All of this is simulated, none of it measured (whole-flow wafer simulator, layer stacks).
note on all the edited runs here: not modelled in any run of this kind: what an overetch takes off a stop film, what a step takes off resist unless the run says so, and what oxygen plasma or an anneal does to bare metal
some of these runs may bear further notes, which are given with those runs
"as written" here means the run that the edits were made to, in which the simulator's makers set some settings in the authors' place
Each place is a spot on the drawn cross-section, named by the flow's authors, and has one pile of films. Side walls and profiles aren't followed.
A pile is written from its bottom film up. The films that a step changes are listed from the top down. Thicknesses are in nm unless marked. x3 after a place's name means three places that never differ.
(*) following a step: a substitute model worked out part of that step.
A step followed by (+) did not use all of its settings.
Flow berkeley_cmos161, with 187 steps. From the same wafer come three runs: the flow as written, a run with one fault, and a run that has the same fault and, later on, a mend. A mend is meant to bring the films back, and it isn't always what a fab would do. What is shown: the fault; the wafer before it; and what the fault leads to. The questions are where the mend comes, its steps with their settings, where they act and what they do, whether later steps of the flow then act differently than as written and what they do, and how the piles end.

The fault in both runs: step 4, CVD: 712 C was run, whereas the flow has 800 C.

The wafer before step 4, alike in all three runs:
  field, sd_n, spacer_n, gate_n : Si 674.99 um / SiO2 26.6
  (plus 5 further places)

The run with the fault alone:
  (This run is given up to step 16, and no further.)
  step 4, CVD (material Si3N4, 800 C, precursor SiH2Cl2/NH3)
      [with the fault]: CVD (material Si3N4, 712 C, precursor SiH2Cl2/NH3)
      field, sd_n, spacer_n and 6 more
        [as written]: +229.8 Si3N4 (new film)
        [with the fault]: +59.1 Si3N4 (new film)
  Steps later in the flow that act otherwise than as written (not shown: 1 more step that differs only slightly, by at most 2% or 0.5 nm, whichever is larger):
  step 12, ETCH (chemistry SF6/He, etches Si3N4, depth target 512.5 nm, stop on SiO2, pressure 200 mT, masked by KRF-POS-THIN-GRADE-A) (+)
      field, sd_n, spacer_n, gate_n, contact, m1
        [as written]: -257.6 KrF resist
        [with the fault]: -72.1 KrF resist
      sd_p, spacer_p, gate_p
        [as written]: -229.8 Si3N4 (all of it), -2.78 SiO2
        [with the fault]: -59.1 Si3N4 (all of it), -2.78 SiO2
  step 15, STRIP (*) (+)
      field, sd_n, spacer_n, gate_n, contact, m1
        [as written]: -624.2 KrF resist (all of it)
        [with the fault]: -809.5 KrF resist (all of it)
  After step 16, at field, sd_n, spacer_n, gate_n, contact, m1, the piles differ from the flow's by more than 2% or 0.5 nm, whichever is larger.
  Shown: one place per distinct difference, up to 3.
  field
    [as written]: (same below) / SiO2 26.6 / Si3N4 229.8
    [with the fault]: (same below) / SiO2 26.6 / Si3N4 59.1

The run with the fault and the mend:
  The mend stands after step 4.
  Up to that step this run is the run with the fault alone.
  step 4a, ETCH (chemistry h3po4, depth target 67.96 nm)
      field, sd_n, spacer_n and 6 more
        -59.1 Si3N4 (all of it)
  step 4b, CLEAN (chemistry SC1/SC2) (a further turn of the flow's step 1)
      does not change any film at any place that is followed
  step 4c, CVD (material Si3N4, 800 C, precursor SiH2Cl2/NH3) (a further turn of the flow's step 4)
      field, sd_n, spacer_n and 6 more
        +229.8 Si3N4 (new film)
  None of the later steps of the flow acts differently than as written at any place that is followed.
  At every place that both follow, the piles at the end match the flow's.
